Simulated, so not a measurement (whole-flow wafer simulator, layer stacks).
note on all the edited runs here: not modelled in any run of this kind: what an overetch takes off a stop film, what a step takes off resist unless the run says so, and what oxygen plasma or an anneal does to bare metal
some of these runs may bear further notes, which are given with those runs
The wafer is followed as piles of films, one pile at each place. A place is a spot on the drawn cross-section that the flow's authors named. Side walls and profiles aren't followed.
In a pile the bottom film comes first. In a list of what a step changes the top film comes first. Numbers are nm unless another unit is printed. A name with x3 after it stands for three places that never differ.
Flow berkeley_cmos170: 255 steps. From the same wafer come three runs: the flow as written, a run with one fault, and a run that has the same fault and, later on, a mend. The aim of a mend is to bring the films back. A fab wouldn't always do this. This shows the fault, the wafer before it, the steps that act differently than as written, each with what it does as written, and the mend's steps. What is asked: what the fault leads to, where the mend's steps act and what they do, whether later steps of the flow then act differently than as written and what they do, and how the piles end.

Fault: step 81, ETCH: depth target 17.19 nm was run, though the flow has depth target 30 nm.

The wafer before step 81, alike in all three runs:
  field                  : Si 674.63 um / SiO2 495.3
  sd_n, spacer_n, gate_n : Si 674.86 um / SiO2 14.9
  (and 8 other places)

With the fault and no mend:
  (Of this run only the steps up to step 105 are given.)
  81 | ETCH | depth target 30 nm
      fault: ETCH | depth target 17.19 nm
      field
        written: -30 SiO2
        fault: -17.2 SiO2
  Every later step of the flow up to step 105 that is run acts as written, at every place that is followed, to within 2% or 0.5 nm, whichever is larger.
  After step 105, at field, the piles differ from the flow's by more than 2% or 0.5 nm, whichever is larger.
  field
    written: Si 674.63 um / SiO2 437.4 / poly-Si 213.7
    fault: Si 674.63 um / SiO2 450.2 / poly-Si 213.7

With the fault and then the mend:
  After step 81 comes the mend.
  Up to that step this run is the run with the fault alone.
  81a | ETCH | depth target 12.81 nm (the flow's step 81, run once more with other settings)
      field
        -12.8 SiO2
  Every later step of the flow that is run acts as written at every place that is followed.
  At every place that both follow, the piles at the end match the flow's.
